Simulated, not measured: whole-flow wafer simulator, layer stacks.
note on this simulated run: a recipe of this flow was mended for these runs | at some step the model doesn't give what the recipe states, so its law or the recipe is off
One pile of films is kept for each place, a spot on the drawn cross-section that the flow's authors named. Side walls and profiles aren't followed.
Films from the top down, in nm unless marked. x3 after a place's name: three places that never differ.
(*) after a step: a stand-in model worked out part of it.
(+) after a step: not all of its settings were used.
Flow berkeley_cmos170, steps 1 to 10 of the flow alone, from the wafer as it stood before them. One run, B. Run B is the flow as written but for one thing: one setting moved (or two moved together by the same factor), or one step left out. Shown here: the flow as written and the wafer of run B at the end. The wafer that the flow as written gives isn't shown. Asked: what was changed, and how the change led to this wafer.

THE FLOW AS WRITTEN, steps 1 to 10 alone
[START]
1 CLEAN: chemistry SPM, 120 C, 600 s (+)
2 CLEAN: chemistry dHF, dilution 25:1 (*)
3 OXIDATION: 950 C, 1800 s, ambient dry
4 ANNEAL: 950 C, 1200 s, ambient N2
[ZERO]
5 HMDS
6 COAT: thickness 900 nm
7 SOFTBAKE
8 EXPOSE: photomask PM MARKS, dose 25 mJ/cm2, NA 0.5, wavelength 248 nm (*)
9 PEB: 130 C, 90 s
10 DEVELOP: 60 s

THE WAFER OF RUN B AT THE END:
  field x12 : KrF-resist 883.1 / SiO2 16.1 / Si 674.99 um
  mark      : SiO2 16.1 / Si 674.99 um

The cause: step 3, OXIDATION: 927 C was run, where the flow has 950 C.

How the change led to this, step by step:
  3 OXIDATION: 950 C, 1800 s, ambient dry
      field x12, mark: SiO2 +16.1 (new film), Si -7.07 (as written it would be: SiO2 +20.4 (new film), Si -8.98)
